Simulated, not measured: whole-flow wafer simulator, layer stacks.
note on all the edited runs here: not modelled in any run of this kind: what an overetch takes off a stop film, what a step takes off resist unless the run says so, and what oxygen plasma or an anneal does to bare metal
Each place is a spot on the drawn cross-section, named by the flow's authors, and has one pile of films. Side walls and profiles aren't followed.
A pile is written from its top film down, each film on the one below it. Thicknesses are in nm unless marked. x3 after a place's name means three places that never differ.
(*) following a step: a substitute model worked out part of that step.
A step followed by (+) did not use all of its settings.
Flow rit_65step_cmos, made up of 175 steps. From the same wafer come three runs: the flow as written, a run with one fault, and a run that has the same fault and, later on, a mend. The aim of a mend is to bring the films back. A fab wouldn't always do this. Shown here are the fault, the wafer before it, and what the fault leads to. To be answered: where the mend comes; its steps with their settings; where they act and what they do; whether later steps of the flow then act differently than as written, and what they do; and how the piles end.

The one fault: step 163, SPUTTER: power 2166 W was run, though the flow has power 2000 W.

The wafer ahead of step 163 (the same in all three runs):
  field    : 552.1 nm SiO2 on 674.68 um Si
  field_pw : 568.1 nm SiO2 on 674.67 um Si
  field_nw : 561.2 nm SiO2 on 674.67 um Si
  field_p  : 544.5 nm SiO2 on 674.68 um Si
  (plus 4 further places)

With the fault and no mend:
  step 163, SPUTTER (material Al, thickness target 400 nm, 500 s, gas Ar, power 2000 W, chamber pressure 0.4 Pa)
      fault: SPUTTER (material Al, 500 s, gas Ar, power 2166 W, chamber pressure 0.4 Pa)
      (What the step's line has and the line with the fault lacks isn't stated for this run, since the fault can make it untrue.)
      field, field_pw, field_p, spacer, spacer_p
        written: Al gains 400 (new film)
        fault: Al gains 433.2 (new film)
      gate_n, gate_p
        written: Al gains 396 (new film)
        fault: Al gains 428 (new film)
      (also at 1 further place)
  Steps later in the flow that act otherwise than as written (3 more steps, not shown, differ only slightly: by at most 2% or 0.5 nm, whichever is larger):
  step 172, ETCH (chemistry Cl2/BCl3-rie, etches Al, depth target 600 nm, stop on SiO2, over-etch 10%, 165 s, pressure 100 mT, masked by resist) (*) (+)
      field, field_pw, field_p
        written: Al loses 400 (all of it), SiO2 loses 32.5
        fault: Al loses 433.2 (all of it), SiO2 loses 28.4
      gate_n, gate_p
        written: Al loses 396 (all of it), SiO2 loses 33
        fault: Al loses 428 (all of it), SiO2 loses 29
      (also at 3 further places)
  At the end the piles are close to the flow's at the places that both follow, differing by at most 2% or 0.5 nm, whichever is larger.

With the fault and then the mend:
  After step 164 comes the mend.
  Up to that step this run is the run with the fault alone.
  step 164a, ETCH (chemistry al pan, depth target 498.2 nm)
      field, field_pw, field_nw, field_p, spacer, spacer_p
        Al loses 433.2 (all of it)
      gate_n, gate_p
        Al loses 428 (all of it)
  step 164b, SPUTTER (material Al, thickness target 400 nm, 500 s, gas Ar, power 2000 W, chamber pressure 0.4 Pa) (a further turn of the flow's step 163)
      field, field_pw, field_p, spacer, spacer_p
        Al gains 400 (new film)
      gate_n, gate_p
        Al gains 396 (new film)
      field_nw
        Al gains 397.2 (new film)
  None of the later steps of the flow acts differently than as written at any place that is followed.
  At every place that both follow, the piles at the end match the flow's.
